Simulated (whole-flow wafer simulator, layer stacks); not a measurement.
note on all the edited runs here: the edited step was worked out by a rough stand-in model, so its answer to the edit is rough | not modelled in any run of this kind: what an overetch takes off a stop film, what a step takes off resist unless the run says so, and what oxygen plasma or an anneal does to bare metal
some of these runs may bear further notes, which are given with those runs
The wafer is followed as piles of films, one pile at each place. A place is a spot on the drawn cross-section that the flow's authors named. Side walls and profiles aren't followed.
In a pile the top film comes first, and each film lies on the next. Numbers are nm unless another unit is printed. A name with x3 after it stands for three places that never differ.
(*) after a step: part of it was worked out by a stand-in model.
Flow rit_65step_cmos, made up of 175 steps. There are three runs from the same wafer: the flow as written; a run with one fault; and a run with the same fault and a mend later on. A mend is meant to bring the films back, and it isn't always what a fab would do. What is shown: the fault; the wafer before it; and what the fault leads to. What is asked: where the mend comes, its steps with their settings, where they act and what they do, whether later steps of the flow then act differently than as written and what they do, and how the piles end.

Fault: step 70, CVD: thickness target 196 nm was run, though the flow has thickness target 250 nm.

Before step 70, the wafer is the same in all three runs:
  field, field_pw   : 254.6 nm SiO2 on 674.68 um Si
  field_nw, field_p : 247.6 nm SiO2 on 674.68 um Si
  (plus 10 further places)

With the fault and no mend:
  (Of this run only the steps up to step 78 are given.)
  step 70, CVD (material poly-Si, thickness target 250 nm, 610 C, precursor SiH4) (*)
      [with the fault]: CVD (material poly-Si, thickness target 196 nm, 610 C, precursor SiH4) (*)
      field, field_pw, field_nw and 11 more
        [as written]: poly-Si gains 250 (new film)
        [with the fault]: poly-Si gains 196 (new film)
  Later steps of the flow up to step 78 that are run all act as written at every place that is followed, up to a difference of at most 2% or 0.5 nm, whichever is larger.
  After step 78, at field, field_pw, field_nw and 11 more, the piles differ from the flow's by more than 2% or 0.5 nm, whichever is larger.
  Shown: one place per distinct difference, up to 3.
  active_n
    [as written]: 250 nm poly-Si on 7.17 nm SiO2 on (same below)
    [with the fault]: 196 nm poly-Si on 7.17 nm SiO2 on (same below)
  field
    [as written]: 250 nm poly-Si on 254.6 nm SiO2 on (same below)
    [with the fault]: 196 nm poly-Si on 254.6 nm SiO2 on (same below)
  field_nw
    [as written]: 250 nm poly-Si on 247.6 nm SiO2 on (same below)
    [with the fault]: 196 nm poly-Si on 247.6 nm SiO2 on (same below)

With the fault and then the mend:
  The mend follows step 71.
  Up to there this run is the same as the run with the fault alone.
  step 71a, CVD (material poly-Si, thickness target 54 nm, 610 C, 482 s, precursor SiH4) (*) (the flow's step 70 again, with other settings)
      field, field_pw, field_nw and 11 more
        poly-Si gains 54
  Later steps of the flow that are run all act as written at every place that is followed.
  By the end, the piles equal the flow's at every place that both follow.
